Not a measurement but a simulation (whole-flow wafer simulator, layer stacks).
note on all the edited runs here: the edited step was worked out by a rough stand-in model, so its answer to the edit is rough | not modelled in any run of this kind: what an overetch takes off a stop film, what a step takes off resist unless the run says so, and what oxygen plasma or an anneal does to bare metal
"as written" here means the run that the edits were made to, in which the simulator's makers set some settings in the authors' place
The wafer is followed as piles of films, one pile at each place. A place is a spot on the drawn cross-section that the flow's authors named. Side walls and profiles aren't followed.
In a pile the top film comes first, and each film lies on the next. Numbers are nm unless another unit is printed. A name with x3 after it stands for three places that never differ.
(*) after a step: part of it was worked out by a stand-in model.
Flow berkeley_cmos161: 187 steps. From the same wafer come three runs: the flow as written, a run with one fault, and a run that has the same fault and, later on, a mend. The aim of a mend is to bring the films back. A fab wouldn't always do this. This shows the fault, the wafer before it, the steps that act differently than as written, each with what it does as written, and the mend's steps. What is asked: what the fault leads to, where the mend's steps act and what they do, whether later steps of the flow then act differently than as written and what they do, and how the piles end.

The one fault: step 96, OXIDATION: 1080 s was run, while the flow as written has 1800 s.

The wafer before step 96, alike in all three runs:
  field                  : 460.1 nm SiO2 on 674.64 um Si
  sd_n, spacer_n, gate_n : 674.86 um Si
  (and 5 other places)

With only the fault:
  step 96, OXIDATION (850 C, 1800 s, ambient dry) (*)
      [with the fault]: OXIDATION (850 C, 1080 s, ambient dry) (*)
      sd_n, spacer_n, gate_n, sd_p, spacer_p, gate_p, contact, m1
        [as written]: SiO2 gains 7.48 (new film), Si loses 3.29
        [with the fault]: SiO2 gains 5.6 (new film), Si loses 2.47
  None of the later steps of the flow differs from how it acts as written, at any place that is followed, by more than 2% or 0.5 nm, whichever is larger.
  By the end, the piles at gate_n, gate_p depart from the flow's by more than 2% or 0.5 nm, whichever is larger.
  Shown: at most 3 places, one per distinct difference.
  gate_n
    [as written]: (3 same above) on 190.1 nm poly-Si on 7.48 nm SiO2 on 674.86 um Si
    [with the fault]: (3 same above) on 190.1 nm poly-Si on 5.6 nm SiO2 on 674.86 um Si

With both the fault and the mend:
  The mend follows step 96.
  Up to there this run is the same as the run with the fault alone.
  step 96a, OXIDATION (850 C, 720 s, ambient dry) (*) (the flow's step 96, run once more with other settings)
      sd_n, spacer_n, gate_n, sd_p, spacer_p, gate_p, contact, m1
        SiO2 gains 1.88, Si loses 0.83
      field
        SiO2 gains 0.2, Si loses 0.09
  None of the later steps of the flow acts differently than as written at any place that is followed.
  By the end, the piles equal the flow's at every place that both follow.
